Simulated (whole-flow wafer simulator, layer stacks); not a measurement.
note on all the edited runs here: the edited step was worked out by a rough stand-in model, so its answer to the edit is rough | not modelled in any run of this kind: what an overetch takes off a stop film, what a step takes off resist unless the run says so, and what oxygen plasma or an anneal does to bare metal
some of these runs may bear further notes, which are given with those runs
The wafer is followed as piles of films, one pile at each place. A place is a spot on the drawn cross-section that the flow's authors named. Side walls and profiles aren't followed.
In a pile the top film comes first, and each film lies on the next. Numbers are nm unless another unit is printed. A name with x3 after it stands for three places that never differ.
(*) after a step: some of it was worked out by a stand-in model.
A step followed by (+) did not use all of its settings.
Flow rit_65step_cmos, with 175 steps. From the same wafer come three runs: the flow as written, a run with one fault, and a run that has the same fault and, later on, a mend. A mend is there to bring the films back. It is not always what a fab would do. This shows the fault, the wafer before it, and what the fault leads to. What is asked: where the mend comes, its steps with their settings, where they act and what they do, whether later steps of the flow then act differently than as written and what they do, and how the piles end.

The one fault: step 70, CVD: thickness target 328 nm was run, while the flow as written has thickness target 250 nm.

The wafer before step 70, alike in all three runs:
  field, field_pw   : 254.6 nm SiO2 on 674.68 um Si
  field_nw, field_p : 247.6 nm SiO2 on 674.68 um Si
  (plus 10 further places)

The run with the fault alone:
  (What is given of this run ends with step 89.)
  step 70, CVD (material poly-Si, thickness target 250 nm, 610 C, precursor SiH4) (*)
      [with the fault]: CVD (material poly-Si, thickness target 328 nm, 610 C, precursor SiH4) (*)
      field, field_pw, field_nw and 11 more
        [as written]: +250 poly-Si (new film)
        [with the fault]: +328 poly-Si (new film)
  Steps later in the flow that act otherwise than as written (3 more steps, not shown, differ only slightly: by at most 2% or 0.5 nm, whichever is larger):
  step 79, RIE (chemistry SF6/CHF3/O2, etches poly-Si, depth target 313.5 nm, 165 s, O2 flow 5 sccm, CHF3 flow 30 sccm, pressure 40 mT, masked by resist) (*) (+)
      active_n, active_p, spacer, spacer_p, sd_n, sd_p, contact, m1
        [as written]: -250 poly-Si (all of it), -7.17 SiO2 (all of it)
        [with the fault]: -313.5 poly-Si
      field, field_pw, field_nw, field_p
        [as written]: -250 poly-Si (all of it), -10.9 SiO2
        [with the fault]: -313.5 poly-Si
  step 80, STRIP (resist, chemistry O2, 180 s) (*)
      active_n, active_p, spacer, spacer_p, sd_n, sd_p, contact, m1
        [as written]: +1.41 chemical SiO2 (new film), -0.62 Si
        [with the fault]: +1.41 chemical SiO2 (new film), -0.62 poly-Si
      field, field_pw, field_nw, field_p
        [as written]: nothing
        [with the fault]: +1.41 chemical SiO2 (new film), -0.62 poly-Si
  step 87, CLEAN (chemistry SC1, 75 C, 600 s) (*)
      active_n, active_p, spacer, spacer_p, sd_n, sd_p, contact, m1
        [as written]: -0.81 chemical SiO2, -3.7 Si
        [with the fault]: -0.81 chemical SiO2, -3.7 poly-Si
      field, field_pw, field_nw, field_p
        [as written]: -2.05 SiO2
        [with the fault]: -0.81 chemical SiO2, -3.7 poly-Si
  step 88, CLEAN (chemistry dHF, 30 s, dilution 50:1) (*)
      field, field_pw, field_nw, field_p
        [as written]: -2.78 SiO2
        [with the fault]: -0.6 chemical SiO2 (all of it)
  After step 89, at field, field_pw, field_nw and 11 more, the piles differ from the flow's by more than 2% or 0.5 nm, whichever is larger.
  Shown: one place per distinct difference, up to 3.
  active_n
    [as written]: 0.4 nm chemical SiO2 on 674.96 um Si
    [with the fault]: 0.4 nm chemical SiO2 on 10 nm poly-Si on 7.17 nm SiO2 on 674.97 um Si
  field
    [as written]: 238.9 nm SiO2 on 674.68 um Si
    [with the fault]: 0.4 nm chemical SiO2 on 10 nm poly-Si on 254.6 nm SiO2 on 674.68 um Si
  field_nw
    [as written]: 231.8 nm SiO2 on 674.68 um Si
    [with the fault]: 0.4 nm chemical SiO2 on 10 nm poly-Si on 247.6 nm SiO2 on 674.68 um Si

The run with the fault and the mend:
  The mend follows step 71.
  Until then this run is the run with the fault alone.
  step 71a, ETCH (chemistry tmah, depth target 377.2 nm)
      field, field_pw, field_nw and 11 more
        -328 poly-Si (all of it)
  step 71b, CLEAN (chemistry SC2, 75 C, 600 s) (a further turn of the flow's step 66)
      does not change any film at any place that is followed
  step 71c, CVD (material poly-Si, thickness target 250 nm, 610 C, precursor SiH4) (*) (a further turn of the flow's step 70)
      field, field_pw, field_nw and 11 more
        +250 poly-Si (new film)
  Every later step of the flow that is run acts as written at every place that is followed.
  At every place that both follow, the piles at the end match the flow's.
